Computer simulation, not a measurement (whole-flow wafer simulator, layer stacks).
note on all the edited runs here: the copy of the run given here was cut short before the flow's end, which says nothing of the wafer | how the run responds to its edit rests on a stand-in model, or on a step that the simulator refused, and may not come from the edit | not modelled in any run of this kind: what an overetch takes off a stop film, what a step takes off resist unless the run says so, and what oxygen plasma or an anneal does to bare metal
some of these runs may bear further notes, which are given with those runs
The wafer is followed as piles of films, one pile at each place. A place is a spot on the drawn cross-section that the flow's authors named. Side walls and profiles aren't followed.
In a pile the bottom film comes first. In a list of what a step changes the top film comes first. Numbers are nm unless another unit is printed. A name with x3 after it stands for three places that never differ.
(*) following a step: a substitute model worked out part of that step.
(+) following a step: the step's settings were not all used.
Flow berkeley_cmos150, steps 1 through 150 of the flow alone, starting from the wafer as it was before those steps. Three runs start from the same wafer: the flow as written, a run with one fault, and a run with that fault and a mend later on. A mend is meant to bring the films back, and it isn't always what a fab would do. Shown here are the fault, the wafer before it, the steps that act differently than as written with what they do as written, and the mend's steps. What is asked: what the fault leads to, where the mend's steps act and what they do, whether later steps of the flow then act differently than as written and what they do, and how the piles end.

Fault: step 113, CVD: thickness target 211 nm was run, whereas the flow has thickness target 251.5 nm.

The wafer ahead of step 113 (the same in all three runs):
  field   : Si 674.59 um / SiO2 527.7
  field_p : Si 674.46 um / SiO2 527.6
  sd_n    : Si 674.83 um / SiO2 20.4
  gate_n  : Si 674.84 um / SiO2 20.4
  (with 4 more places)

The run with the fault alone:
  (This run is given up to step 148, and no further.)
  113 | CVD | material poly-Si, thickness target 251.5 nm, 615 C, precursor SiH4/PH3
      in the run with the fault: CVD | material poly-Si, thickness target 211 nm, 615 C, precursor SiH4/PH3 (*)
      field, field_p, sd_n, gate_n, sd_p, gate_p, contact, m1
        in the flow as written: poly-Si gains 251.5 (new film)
        in the run with the fault: poly-Si gains 211 (new film)
  Steps further on in the flow that do not act as written (9 more steps, not shown, differ only slightly: by at most 2% or 0.5 nm, whichever is larger):
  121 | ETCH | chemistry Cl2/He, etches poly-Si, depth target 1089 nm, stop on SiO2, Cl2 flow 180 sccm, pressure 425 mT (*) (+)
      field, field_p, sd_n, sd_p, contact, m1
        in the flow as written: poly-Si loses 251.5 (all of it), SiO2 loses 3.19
        in the run with the fault: poly-Si loses 211 (all of it), SiO2 loses 3.19
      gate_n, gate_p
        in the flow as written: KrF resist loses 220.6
        in the run with the fault: KrF resist loses 191.7
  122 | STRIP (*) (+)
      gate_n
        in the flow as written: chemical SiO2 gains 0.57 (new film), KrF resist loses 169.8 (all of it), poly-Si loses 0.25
        in the run with the fault: chemical SiO2 gains 0.59 (new film), KrF resist loses 197.8 (all of it), poly-Si loses 0.26
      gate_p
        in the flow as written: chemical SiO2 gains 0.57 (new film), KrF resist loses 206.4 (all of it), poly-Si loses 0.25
        in the run with the fault: chemical SiO2 gains 0.59 (new film), KrF resist loses 234 (all of it), poly-Si loses 0.26
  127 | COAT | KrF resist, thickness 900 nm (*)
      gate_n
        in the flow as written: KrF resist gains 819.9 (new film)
        in the run with the fault: KrF resist gains 847.4 (new film)
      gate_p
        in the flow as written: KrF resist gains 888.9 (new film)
        in the run with the fault: KrF resist gains 917 (new film)
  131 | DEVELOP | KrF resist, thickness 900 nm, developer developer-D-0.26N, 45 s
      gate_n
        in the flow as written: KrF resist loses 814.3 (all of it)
        in the run with the fault: KrF resist loses 841.6 (all of it)
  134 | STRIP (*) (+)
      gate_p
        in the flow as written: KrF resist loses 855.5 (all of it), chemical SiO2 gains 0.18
        in the run with the fault: KrF resist loses 883 (all of it), chemical SiO2 gains 0.18
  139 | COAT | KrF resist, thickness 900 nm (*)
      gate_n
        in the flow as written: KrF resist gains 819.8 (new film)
        in the run with the fault: KrF resist gains 847.2 (new film)
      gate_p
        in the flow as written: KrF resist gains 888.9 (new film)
        in the run with the fault: KrF resist gains 917 (new film)
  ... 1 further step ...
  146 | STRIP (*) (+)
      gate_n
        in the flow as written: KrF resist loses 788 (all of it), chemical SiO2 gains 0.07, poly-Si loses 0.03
        in the run with the fault: KrF resist loses 814.8 (all of it), chemical SiO2 gains 0.07, poly-Si loses 0.03
  The piles after step 148 differ from the flow's at gate_n, gate_p by more than 2% or 0.5 nm, whichever is larger.
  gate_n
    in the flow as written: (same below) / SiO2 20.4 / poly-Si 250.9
    in the run with the fault: (same below) / SiO2 20.4 / poly-Si 210.4
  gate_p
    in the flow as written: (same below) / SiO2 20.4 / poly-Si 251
    in the run with the fault: (same below) / SiO2 20.4 / poly-Si 210.5

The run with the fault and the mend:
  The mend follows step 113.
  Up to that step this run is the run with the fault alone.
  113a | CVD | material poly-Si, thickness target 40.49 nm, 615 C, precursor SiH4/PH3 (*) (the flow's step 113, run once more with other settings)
      field, field_p, sd_n, gate_n, sd_p, gate_p, contact, m1
        poly-Si gains 40.5
  None of the later steps of the flow differs from how it acts as written, at any place that is followed, by more than 2% or 0.5 nm, whichever is larger.
  When the end is reached, the piles differ only a little from the flow's at the places that both follow, at most by 2% or 0.5 nm, whichever is larger.
